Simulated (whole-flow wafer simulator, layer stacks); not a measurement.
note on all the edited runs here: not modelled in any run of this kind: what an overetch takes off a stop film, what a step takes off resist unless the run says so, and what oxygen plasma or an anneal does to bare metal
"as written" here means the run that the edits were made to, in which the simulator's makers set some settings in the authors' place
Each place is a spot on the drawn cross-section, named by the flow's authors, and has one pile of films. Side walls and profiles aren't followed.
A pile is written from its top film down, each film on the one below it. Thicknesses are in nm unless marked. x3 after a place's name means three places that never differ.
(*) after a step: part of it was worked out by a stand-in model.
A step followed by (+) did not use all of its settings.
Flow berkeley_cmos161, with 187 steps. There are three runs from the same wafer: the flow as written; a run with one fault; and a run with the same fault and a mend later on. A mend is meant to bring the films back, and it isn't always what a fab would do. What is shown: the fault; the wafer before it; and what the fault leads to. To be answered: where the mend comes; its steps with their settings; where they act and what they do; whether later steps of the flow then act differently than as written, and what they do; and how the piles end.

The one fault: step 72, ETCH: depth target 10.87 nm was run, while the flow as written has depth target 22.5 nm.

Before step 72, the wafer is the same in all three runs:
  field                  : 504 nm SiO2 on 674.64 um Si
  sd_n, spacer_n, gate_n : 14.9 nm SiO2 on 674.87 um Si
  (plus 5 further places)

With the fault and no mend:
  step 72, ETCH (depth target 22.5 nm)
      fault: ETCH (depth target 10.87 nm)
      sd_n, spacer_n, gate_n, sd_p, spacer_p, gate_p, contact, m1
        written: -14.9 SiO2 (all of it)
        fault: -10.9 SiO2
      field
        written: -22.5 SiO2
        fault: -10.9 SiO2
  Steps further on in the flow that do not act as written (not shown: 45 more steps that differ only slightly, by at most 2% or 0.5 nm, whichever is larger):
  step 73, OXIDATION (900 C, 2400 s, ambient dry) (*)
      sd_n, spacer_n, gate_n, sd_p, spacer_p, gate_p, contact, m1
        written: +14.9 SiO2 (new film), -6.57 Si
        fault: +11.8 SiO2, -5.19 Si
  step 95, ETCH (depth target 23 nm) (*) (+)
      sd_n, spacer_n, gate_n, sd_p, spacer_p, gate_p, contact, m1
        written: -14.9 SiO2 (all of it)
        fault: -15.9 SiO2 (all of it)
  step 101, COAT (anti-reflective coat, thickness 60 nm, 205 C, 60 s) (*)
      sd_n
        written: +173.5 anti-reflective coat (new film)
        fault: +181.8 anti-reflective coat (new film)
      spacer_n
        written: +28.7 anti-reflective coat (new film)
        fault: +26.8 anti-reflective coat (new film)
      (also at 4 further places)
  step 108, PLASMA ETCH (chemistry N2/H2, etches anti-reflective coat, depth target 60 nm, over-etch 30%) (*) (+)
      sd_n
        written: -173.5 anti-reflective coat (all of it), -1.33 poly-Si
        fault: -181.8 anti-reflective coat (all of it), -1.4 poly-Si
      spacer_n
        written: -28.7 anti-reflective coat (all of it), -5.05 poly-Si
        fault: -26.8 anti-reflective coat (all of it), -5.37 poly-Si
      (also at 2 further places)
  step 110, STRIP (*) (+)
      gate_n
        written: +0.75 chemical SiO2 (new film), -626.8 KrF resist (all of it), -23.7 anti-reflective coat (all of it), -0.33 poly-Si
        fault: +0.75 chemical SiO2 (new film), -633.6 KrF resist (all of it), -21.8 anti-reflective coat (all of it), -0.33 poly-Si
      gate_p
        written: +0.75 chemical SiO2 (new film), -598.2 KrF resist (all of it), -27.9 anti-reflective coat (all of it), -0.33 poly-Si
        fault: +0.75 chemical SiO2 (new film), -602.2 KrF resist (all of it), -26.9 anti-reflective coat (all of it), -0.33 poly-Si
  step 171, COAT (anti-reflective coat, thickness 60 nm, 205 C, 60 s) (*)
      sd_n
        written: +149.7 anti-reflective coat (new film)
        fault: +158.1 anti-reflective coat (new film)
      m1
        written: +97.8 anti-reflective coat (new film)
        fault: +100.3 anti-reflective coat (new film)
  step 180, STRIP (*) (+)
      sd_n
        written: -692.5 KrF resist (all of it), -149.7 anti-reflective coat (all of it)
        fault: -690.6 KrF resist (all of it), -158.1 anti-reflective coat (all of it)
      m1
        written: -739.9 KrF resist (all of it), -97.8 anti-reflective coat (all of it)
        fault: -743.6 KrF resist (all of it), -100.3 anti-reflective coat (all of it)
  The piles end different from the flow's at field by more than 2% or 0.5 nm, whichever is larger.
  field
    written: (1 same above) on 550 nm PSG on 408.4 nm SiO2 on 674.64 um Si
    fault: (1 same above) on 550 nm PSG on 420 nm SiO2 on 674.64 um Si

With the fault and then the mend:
  The mend follows step 72.
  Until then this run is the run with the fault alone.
  step 72a, ETCH (depth target 11.63 nm) (the flow's step 72, run once more with other settings)
      sd_n, spacer_n, gate_n, sd_p, spacer_p, gate_p, contact, m1
        -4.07 SiO2 (all of it)
      field
        -11.6 SiO2
  None of the later steps of the flow acts differently than as written at any place that is followed.
  At every place that both follow, the piles at the end match the flow's.
